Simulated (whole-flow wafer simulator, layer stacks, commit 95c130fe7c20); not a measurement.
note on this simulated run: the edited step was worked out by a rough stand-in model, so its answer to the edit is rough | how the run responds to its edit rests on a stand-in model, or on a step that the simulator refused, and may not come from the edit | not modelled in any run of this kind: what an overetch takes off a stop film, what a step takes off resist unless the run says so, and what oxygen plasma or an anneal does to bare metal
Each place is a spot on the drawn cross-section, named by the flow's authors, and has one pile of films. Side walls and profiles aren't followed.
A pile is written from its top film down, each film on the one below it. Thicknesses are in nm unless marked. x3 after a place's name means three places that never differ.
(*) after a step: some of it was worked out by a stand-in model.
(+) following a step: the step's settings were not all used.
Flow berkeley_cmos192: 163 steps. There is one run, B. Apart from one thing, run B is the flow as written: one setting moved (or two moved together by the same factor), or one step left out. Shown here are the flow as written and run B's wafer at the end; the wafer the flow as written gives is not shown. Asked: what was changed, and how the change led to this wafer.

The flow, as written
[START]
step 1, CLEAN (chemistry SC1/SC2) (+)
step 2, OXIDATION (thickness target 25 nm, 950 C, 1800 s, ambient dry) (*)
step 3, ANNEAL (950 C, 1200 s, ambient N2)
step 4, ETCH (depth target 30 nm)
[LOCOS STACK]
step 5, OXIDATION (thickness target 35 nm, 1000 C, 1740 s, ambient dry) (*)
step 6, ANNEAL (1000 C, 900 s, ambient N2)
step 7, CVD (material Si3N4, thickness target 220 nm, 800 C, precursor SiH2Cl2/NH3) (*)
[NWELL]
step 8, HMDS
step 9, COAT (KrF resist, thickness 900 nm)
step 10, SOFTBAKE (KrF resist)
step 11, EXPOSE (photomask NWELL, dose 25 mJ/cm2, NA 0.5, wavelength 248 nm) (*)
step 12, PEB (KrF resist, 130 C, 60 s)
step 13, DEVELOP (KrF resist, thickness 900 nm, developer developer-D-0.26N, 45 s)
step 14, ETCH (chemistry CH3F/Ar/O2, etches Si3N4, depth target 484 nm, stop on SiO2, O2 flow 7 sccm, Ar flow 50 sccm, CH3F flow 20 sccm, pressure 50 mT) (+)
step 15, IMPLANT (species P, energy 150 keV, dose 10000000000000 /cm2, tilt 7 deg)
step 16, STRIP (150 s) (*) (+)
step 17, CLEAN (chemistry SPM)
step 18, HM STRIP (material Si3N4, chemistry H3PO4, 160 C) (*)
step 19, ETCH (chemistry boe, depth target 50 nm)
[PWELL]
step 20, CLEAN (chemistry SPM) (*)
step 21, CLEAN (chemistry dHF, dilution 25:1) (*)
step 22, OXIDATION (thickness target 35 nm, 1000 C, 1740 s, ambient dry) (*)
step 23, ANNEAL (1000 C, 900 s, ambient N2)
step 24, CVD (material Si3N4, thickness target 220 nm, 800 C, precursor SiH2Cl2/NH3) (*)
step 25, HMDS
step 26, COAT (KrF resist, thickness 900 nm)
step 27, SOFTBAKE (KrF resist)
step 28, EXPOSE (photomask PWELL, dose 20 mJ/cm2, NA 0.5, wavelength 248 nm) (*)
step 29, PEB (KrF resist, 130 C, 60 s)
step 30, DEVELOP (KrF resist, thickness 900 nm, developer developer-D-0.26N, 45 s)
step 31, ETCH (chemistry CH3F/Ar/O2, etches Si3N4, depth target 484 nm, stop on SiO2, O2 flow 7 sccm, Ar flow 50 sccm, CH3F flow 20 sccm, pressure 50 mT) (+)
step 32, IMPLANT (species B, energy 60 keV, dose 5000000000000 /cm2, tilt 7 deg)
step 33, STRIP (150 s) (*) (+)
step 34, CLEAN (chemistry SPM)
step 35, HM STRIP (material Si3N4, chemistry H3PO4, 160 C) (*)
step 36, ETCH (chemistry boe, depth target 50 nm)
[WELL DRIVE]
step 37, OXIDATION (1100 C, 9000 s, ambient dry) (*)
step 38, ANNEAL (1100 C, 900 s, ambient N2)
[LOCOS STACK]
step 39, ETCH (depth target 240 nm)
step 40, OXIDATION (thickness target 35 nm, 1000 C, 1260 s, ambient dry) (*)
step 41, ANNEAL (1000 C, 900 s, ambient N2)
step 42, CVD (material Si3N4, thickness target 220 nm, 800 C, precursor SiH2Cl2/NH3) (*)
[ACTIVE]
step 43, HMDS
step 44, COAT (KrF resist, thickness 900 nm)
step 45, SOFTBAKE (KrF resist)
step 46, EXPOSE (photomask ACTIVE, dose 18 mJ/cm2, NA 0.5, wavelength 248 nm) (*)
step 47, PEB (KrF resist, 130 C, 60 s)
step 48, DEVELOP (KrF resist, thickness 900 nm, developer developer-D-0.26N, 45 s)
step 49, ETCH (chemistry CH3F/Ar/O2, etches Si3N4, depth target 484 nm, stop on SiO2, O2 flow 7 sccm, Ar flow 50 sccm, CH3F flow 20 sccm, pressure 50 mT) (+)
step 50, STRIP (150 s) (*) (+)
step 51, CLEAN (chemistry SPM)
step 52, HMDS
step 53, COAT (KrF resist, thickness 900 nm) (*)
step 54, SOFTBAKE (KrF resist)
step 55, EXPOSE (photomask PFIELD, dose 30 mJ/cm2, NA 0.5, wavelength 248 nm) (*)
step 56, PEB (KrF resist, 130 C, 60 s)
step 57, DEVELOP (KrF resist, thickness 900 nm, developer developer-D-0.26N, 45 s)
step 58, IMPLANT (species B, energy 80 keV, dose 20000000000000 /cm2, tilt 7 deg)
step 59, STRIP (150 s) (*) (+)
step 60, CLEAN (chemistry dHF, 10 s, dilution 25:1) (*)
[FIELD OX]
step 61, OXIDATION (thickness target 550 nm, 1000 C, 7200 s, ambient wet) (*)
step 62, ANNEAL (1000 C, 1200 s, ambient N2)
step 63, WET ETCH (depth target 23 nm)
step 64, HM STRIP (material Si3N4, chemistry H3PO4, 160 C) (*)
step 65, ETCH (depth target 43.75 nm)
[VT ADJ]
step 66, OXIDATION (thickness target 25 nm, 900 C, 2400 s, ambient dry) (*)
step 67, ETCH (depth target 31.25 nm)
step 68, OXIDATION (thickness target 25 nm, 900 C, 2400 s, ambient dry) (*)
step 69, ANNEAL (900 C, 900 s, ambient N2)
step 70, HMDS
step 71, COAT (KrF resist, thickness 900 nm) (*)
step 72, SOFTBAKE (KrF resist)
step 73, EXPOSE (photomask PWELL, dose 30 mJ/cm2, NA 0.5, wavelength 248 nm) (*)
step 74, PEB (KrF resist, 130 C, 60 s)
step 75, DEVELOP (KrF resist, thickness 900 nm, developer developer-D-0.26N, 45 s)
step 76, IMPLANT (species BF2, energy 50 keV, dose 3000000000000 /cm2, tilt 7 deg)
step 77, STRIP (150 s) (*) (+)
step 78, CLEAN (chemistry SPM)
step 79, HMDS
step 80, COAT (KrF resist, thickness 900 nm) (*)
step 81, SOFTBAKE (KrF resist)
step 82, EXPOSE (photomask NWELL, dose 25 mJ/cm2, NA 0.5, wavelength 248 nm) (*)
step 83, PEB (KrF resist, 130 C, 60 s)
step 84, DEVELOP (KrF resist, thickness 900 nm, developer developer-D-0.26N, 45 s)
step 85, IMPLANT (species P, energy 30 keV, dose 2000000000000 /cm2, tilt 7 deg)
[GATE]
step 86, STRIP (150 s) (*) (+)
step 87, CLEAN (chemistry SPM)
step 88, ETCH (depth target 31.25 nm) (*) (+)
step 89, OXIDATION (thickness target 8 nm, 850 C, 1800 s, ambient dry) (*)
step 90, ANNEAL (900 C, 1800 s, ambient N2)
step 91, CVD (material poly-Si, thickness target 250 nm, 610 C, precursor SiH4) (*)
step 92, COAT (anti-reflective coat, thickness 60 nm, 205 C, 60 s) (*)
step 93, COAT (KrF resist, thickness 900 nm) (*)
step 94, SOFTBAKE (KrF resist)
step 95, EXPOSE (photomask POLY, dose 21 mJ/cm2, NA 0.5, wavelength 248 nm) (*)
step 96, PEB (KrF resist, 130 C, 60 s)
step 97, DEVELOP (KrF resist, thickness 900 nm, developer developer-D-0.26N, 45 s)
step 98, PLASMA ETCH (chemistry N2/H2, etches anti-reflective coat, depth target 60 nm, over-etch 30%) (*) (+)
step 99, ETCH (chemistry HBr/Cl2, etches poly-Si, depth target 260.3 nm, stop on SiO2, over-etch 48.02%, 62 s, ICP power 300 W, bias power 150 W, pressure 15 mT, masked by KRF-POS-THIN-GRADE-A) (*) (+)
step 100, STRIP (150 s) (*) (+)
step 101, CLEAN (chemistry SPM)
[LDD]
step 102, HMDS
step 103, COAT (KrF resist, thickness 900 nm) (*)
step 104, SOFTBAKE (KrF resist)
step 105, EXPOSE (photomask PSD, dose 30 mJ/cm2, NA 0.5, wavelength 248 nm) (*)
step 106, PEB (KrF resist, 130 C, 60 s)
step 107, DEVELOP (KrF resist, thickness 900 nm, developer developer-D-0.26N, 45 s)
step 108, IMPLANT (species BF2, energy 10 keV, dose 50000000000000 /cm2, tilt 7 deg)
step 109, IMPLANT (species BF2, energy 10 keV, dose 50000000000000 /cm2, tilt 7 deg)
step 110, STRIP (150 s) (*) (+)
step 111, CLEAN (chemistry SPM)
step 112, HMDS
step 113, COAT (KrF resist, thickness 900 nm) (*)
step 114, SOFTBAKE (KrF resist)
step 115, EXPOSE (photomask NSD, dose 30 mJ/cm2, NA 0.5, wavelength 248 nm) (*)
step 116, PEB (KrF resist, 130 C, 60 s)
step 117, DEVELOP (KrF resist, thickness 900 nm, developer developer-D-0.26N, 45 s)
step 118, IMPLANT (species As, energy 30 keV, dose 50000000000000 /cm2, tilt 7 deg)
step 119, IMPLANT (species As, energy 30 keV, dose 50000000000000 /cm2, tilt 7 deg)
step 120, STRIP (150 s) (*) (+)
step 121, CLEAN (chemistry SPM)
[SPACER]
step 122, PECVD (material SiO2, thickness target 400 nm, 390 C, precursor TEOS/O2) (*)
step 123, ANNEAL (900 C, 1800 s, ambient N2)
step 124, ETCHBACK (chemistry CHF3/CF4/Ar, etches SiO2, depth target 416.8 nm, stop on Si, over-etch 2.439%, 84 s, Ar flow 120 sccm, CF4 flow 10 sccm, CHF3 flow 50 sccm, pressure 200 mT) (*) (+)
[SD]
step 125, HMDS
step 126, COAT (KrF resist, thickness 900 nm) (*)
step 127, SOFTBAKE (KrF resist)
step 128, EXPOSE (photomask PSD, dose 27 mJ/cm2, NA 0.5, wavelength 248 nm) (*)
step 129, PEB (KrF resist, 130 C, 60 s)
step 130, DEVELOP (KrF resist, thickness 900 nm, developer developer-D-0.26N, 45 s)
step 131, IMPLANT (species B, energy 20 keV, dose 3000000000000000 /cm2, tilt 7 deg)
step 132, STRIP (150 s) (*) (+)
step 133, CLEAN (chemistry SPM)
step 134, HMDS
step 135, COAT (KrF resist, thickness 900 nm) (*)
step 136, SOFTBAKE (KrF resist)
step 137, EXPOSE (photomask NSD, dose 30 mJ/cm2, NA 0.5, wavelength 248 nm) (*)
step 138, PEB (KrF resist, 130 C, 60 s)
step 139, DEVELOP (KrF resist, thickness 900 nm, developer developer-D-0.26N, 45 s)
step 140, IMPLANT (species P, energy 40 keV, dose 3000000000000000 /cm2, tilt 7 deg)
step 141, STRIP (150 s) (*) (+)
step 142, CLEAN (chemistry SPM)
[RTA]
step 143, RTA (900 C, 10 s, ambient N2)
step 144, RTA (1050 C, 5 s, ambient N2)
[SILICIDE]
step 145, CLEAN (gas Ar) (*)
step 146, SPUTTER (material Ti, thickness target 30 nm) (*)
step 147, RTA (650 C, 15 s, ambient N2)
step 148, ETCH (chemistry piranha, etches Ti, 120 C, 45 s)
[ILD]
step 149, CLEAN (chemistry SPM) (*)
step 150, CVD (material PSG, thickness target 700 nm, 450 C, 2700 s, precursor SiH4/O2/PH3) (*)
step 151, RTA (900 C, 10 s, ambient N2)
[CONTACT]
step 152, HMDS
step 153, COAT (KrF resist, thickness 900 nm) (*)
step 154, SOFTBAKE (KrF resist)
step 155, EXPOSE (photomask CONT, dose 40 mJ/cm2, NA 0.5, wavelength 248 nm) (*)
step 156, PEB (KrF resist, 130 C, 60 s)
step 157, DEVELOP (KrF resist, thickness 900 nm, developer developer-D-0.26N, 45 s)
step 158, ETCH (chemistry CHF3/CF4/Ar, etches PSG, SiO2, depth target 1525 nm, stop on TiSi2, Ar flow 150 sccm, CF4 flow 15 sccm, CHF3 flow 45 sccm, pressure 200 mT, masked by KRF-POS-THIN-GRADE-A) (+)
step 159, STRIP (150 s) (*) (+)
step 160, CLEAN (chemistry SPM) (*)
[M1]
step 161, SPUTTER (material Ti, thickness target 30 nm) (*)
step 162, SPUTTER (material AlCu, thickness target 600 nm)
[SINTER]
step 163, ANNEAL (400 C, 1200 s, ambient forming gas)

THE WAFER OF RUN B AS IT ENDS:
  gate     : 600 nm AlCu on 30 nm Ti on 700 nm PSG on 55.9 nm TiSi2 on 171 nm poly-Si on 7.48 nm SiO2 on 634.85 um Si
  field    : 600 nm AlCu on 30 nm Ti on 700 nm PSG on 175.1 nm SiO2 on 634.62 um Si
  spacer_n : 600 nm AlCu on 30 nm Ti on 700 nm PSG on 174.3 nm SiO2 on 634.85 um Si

What caused this: step 122, PECVD: thickness target 180 nm was run, though the flow has thickness target 400 nm.

How this came from the change, step by step:
  step 122, PECVD (material SiO2, thickness target 400 nm, 390 C, precursor TEOS/O2) (*)
      field, sd_n, contact, m1: SiO2 gains 180 (in the flow as written it would be: SiO2 gains 400)
      spacer_n, sd_p, spacer_p: SiO2 gains 173.9 (in the flow as written it would be: SiO2 gains 385.5)
      (as well as at 2 more places)
  step 124, ETCHBACK (chemistry CHF3/CF4/Ar, etches SiO2, depth target 416.8 nm, stop on Si, over-etch 2.439%, 84 s, Ar flow 120 sccm, CF4 flow 10 sccm, CHF3 flow 50 sccm, pressure 200 mT) (*) (+)
      spacer_n: nothing (in the flow as written it would be: SiO2 loses 160)
      spacer_p: nothing (in the flow as written it would be: SiO2 loses 159.9)
      (as well as at 6 more places)
  step 126, COAT (KrF resist, thickness 900 nm) (*)
      field: KrF resist gains 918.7 (new film) (in the flow as written it would be: KrF resist gains 865.2 (new film))
      sd_n: KrF resist gains 880.1 (new film) (in the flow as written it would be: KrF resist gains 999.7 (new film))
      (as well as at 7 more places)
  step 130, DEVELOP (KrF resist, thickness 900 nm, developer developer-D-0.26N, 45 s)
      sd_p: KrF resist loses 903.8 (all of it) (in the flow as written it would be: KrF resist loses 1004.6 (all of it))
      spacer_p: KrF resist loses 749.7 (all of it) (in the flow as written it would be: KrF resist loses 784.6 (all of it))
      (as well as at 1 more place)
  step 132, STRIP (150 s) (*) (+)
      field: KrF resist loses 903 (all of it) (in the flow as written it would be: KrF resist loses 849.7 (all of it))
      sd_n: chemical SiO2 gains 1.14 (new film), KrF resist loses 864.5 (all of it), Si loses 0.5 (in the flow as written it would be: chemical SiO2 gains 1.13 (new film), KrF resist loses 983.9 (all of it), Si loses 0.5)
      (as well as at 4 more places)
  step 135, COAT (KrF resist, thickness 900 nm) (*)
      field: KrF resist gains 919 (new film) (in the flow as written it would be: KrF resist gains 865 (new film))
      sd_n: KrF resist gains 879.8 (new film) (in the flow as written it would be: KrF resist gains 999.2 (new film))
      (as well as at 7 more places)
  step 139, DEVELOP (KrF resist, thickness 900 nm, developer developer-D-0.26N, 45 s)
      sd_n: KrF resist loses 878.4 (all of it) (in the flow as written it would be: KrF resist loses 997.6 (all of it))
      spacer_n: KrF resist loses 749 (all of it) (in the flow as written it would be: KrF resist loses 789.9 (all of it))
      (as well as at 2 more places)
  step 141, STRIP (150 s) (*) (+)
      field: KrF resist loses 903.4 (all of it) (in the flow as written it would be: KrF resist loses 849.5 (all of it))
      sd_p: KrF resist loses 889.3 (all of it), chemical SiO2 gains 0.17, Si loses 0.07 (in the flow as written it would be: KrF resist loses 989.8 (all of it), chemical SiO2 gains 0.16, Si loses 0.07)
      (as well as at 3 more places)
  step 146, SPUTTER (material Ti, thickness target 30 nm) (*)
      sd_p: Ti gains 30 (new film) (in the flow as written it would be: Ti gains 28 (new film))
  step 147, RTA (650 C, 15 s, ambient N2)
      sd_p: Ti loses 23.4, TiSi first gains 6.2 (new film), TiSi2 C49 gains 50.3 (new film), Si loses 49 (in the flow as written it would be: Ti loses 21.9, TiSi first gains 2.35 (new film), TiSi2 C49 gains 52.1 (new film), Si loses 48.1)
  step 150, CVD (material PSG, thickness target 700 nm, 450 C, 2700 s, precursor SiH4/O2/PH3) (*)
      sd_p: PSG gains 700 (new film) (in the flow as written it would be: PSG gains 665.5 (new film))
  step 151, RTA (900 C, 10 s, ambient N2)
      sd_p: under 1 film: TiSi2 gains 55.9 (new film), TiSi first loses 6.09 (all of it), TiSi2 C49 loses 50.3 (all of it), Si loses 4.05 (in the flow as written it would be: under 1 film: TiSi2 gains 52.2 (new film), TiSi first loses 2.25 (all of it), TiSi2 C49 loses 52.1 (all of it), Si loses 1.5)
  step 153, COAT (KrF resist, thickness 900 nm) (*)
      field: KrF resist gains 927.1 (new film) (in the flow as written it would be: KrF resist gains 881.3 (new film))
      sd_n: KrF resist gains 880 (new film) (in the flow as written it would be: KrF resist gains 1002.2 (new film))
      (as well as at 7 more places)
  step 157, DEVELOP (KrF resist, thickness 900 nm, developer developer-D-0.26N, 45 s)
      contact: KrF resist loses 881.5 (all of it) (in the flow as written it would be: KrF resist loses 979.3 (all of it))
  step 159, STRIP (150 s) (*) (+)
      field: KrF resist loses 717.4 (all of it) (in the flow as written it would be: KrF resist loses 671.6 (all of it))
      sd_n: KrF resist loses 670.4 (all of it) (in the flow as written it would be: KrF resist loses 792.3 (all of it))
      (as well as at 6 more places)
  step 161, SPUTTER (material Ti, thickness target 30 nm) (*)
      sd_p: Ti gains 30 (new film) (in the flow as written it would be: Ti gains 26.6 (new film))
  step 162, SPUTTER (material AlCu, thickness target 600 nm)
      sd_p: AlCu gains 600 (new film) (in the flow as written it would be: AlCu gains 551.2 (new film))
